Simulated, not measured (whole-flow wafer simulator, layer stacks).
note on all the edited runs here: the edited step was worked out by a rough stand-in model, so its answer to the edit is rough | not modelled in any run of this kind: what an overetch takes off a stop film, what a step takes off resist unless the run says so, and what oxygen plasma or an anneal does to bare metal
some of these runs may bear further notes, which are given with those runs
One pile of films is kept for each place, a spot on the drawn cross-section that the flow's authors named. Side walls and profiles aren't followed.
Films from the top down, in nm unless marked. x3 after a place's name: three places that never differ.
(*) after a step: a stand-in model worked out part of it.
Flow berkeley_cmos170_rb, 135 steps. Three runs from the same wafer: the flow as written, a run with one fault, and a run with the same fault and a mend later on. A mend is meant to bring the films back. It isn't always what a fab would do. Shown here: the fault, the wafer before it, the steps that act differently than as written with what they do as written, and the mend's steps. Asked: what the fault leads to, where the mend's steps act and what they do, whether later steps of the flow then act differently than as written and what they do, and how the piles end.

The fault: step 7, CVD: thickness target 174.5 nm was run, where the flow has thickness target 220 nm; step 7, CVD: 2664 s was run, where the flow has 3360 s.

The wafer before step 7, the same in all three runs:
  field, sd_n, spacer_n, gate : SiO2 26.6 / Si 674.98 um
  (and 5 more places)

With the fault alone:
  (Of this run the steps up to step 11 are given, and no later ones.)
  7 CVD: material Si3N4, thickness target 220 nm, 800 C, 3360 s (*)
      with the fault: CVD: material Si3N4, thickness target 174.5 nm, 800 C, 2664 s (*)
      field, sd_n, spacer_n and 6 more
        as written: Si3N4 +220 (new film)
        with the fault: Si3N4 +174.5 (new film)
  No later step of the flow up to step 11 acts differently than as written at any place that is followed.
  After step 11 the piles differ from the flow's by more than 2% or 0.5 nm, whichever is larger, at field, sd_n, spacer_n and 6 more.
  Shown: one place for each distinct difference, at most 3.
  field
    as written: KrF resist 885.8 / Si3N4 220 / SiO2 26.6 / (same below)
    with the fault: KrF resist 885.8 / Si3N4 174.5 / SiO2 26.6 / (same below)
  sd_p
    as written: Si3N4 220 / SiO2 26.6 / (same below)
    with the fault: Si3N4 174.5 / SiO2 26.6 / (same below)

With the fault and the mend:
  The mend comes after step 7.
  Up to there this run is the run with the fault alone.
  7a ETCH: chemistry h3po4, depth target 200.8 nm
      field, sd_n, spacer_n and 6 more
        Si3N4 -174.5 (all of it)
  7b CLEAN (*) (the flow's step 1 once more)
      changes no film at any place that is followed
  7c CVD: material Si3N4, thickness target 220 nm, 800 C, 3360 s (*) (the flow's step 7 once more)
      field, sd_n, spacer_n and 6 more
        Si3N4 +220 (new film)
  No later step of the flow acts differently than as written at any place that is followed.
  At the end the piles are the same as the flow's at every place that both follow.
